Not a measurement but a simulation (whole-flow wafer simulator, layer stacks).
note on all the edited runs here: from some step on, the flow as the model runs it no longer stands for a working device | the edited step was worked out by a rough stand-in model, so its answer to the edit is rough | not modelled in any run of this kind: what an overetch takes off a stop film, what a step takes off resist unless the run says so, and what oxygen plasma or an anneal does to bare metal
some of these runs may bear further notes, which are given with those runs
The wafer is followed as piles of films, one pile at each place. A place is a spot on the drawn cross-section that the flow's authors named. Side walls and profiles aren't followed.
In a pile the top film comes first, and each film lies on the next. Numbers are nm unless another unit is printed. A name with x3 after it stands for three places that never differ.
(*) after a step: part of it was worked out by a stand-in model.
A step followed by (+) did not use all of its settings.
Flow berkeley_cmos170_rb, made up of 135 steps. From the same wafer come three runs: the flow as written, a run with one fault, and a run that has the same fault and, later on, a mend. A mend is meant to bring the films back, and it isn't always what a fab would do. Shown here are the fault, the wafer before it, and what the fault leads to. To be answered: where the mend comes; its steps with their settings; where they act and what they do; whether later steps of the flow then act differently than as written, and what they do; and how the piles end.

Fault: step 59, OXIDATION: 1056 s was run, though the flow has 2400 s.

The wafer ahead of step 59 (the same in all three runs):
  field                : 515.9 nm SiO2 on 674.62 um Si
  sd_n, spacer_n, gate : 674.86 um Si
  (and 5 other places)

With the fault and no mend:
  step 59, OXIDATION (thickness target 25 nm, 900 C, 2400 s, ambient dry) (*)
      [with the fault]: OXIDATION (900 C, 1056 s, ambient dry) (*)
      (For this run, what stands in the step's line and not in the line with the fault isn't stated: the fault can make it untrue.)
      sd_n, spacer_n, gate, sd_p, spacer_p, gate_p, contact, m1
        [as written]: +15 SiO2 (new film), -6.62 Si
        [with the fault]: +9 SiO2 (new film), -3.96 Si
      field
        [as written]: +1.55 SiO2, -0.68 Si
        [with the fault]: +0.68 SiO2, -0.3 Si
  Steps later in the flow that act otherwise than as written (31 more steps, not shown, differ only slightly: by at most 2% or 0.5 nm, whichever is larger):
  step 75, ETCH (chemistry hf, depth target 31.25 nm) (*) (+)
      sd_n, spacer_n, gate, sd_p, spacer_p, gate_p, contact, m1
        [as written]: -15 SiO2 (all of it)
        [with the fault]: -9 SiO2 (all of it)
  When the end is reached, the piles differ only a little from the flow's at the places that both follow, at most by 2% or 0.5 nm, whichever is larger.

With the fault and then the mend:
  The mend follows step 64.
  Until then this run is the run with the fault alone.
  step 64a, STRIP (*) (+)
      sd_p
        -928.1 KrF resist (all of it)
      spacer_p
        -911.2 KrF resist (all of it)
      gate_p
        -910.4 KrF resist (all of it)
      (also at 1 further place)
  step 64b, CLEAN (*) (the flow's step 51 again)
      does not change any film at any place that is followed
  step 64c, OXIDATION (900 C, 1307 s, ambient dry) (*) (the flow's step 59 again, with other settings)
      sd_n, spacer_n, gate, sd_p, spacer_p, gate_p, contact, m1
        +6.1 SiO2, -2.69 Si
      field
        +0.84 SiO2, -0.37 Si
  step 64d, COAT (KrF resist, thickness 900 nm) (*) (the flow's step 61 again)
      field
        +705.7 KrF resist (new film)
      sd_n
        +957.4 KrF resist (new film)
      spacer_n
        +924.9 KrF resist (new film)
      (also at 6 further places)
  step 64e, EXPOSE (photomask PWELL) (the flow's step 62 again)
      does not change any film at any place that is followed
  step 64f, PEB (130 C, 60 s) (*) (the flow's step 63 again)
      does not change any film at any place that is followed
  step 64g, DEVELOP (developer developer-D-0.26N, 45 s) (the flow's step 64 again)
      sd_p, spacer_p, gate_p, m1
        -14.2 KrF resist
      field
        -705.7 KrF resist (all of it)
      sd_n
        -957.4 KrF resist (all of it)
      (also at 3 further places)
  Every later step of the flow that is run acts as written, at every place that is followed, to within 2% or 0.5 nm, whichever is larger.
  When the end is reached, the piles differ only a little from the flow's at the places that both follow, at most by 2% or 0.5 nm, whichever is larger.
